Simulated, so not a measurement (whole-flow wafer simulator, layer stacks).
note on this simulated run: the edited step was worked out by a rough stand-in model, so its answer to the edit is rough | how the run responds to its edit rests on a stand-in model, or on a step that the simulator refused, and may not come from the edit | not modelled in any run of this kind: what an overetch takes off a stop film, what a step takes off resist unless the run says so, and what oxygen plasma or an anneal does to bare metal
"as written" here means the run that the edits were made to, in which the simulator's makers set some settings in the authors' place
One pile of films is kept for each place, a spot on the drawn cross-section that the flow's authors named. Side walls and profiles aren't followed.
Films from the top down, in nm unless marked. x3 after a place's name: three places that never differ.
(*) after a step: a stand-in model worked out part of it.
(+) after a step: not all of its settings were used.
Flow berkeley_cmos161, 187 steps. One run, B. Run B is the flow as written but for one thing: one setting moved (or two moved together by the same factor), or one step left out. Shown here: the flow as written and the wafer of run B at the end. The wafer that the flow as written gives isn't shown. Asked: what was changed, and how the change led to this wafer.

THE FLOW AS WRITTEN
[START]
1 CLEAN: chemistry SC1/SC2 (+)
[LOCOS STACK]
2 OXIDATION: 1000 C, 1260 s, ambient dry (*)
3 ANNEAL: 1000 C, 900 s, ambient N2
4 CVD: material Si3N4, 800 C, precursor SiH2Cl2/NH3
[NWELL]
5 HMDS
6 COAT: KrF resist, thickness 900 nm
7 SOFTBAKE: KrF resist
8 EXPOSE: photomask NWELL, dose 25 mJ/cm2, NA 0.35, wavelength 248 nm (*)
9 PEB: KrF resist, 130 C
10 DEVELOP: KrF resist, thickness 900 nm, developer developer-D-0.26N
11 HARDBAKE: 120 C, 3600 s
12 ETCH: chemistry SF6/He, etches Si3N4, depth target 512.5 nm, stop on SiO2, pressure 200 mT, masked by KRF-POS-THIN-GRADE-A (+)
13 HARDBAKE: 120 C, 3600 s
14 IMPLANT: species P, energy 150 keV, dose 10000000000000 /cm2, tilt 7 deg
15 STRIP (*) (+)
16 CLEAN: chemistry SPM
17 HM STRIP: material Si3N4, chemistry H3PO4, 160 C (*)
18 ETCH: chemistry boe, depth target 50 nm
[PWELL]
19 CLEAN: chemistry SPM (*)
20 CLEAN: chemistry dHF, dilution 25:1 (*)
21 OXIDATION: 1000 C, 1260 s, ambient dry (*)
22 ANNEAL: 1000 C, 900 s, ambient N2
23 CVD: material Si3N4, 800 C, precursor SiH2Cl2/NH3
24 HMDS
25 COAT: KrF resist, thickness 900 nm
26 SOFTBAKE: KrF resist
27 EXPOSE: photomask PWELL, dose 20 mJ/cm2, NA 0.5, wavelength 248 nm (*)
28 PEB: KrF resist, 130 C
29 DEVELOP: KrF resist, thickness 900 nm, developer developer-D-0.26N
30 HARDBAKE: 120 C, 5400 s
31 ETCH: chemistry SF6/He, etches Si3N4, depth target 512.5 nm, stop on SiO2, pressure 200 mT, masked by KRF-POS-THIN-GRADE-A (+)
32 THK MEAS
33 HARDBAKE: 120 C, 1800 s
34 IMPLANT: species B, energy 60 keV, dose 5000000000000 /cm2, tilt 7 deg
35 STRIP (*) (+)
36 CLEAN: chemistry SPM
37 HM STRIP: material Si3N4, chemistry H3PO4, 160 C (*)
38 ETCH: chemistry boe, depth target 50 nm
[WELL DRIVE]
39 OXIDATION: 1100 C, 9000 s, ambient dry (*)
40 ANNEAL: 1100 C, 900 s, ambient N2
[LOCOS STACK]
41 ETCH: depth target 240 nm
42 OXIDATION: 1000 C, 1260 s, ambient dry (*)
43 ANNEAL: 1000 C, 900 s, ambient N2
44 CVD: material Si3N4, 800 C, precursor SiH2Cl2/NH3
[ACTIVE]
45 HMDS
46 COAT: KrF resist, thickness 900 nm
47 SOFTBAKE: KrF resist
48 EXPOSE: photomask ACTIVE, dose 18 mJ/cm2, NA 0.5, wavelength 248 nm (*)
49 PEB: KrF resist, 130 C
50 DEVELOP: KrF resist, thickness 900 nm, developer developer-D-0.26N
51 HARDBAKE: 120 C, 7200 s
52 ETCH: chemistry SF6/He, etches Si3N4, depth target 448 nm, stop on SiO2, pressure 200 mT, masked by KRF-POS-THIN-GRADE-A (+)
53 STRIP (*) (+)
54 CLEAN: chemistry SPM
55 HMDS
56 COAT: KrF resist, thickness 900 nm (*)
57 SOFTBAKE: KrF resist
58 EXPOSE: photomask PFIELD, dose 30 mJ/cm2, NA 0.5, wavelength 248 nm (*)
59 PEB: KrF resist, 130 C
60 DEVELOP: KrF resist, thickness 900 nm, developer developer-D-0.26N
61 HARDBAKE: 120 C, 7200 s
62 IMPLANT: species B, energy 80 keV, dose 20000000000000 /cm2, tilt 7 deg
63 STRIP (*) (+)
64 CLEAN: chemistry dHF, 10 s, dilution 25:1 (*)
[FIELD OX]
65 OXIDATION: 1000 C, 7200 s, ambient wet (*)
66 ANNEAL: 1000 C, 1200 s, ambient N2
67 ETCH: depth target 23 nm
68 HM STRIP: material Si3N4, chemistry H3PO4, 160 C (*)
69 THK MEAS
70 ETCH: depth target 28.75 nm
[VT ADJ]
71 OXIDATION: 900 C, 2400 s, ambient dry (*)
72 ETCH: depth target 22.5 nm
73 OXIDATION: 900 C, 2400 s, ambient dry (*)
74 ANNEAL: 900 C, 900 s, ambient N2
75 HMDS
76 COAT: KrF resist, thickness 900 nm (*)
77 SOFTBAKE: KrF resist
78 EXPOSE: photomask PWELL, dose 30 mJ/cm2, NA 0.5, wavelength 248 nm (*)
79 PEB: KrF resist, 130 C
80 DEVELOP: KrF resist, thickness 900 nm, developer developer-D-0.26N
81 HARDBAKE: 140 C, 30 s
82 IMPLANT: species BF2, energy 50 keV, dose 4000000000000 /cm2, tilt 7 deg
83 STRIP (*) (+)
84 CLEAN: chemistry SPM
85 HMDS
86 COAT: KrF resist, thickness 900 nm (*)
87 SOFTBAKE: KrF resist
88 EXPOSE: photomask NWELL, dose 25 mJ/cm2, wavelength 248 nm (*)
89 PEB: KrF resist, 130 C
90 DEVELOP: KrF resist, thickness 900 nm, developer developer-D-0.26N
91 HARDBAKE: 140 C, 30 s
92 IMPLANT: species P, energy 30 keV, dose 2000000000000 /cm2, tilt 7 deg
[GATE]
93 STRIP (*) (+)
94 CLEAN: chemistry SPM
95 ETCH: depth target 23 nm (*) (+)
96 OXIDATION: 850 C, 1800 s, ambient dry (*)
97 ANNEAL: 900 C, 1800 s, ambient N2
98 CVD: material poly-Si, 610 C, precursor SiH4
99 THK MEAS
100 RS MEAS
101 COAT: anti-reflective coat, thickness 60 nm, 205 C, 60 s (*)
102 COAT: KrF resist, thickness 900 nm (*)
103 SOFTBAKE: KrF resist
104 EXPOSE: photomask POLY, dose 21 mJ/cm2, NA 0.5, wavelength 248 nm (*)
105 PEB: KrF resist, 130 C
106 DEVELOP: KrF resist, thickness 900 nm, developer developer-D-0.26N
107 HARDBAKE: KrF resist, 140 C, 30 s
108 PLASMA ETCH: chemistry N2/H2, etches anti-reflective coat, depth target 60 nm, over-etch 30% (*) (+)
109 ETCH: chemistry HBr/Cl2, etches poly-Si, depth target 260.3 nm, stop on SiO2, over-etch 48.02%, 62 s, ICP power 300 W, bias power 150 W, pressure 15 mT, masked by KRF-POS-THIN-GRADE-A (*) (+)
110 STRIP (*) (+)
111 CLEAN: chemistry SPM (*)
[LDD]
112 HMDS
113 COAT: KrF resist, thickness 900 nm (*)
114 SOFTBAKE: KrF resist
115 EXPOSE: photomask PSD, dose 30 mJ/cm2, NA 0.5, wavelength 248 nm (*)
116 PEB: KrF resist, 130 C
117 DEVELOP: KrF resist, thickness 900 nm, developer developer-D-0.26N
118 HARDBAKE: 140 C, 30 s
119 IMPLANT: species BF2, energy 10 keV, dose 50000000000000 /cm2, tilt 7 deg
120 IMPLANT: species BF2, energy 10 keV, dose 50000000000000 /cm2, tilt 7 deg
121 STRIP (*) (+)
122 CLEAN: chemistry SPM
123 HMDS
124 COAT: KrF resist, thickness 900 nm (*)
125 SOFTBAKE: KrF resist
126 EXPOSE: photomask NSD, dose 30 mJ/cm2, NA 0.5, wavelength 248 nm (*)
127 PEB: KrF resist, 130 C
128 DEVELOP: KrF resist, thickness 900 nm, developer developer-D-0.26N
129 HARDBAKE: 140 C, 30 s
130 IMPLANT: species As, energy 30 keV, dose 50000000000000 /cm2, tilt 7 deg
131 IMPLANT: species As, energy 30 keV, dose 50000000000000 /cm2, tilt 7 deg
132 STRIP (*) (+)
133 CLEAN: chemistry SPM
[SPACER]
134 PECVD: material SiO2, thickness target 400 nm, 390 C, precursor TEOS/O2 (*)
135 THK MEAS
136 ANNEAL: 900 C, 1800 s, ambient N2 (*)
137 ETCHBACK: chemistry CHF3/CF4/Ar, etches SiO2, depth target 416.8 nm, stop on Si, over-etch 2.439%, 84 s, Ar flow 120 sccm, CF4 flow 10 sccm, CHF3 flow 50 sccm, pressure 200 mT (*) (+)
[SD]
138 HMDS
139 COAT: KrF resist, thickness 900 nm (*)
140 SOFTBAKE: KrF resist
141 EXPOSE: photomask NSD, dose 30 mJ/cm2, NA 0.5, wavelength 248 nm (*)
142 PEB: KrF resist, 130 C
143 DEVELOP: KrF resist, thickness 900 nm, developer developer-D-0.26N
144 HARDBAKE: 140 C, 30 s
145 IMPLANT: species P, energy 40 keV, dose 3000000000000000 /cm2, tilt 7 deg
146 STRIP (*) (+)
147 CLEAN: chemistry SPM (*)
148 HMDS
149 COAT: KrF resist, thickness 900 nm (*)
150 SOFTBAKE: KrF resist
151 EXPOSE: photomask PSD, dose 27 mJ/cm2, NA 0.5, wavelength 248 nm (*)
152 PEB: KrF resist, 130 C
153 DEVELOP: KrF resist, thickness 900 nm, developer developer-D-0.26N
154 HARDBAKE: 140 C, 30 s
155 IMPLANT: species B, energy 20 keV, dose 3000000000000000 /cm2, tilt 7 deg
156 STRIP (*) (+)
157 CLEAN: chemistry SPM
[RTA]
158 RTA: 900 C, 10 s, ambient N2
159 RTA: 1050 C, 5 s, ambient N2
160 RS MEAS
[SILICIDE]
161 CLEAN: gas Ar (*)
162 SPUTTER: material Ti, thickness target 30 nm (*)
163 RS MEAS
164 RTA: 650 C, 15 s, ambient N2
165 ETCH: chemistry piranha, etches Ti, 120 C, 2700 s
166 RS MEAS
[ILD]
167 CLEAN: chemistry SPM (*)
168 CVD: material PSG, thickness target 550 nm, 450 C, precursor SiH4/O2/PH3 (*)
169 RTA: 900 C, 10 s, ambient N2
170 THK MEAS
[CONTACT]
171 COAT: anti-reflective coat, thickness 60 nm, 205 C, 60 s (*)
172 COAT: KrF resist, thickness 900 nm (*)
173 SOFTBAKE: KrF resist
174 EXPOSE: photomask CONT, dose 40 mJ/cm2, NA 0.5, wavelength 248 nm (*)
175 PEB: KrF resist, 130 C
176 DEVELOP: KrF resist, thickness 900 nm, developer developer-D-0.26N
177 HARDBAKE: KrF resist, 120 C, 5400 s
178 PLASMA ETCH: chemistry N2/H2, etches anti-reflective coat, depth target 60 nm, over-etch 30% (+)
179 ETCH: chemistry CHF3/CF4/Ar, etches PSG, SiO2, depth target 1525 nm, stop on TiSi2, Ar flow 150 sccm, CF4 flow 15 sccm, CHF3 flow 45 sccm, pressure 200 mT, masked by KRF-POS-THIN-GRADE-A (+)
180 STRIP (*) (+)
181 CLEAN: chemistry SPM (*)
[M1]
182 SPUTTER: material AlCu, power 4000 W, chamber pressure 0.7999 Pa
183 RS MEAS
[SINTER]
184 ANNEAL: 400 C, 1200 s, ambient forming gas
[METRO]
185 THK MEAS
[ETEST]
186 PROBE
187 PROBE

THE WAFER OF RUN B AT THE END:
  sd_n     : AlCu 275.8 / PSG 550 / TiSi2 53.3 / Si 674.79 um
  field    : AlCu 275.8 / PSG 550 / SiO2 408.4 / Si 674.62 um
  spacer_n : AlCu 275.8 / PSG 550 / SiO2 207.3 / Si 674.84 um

The cause: step 21, OXIDATION: 1200 C was run, where the flow has 1000 C.

How the change led to this, step by step:
  21 OXIDATION: 1000 C, 1260 s, ambient dry (*)
      field, sd_n, spacer_n and 6 more: SiO2 +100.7 (new film), Si -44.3 (as written it would be: SiO2 +26.6 (new film), Si -11.7)
  38 ETCH: chemistry boe, depth target 50 nm
      field, sd_n, spacer_n, gate_n, contact: SiO2 -50 (as written it would be: SiO2 -12.2 (all of it))
      sd_p, spacer_p, gate_p, m1: SiO2 -50 (as written it would be: SiO2 -24.4 (all of it))
  39 OXIDATION: 1100 C, 9000 s, ambient dry (*)
      field, sd_n, spacer_n, gate_n, contact: SiO2 +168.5, Si -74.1 (as written it would be: SiO2 +197.6 (new film), Si -86.9)
      sd_p, spacer_p, gate_p, m1: SiO2 +160.7, Si -70.7 (as written it would be: SiO2 +197.6 (new film), Si -86.9)
  41 ETCH: depth target 240 nm
      field, sd_n, spacer_n, gate_n, contact: SiO2 -204.8 (all of it) (as written it would be: SiO2 -197.6 (all of it))
      sd_p, spacer_p, gate_p, m1: SiO2 -209.2 (all of it) (as written it would be: SiO2 -197.6 (all of it))
  171 COAT: anti-reflective coat, thickness 60 nm, 205 C, 60 s (*)
      m1: anti-reflective coat +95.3 (new film) (as written it would be: anti-reflective coat +97.8 (new film))
  180 STRIP (*) (+)
      m1: KrF resist -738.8 (all of it), anti-reflective coat -95.3 (all of it) (as written it would be: KrF resist -739.9 (all of it), anti-reflective coat -97.8 (all of it))
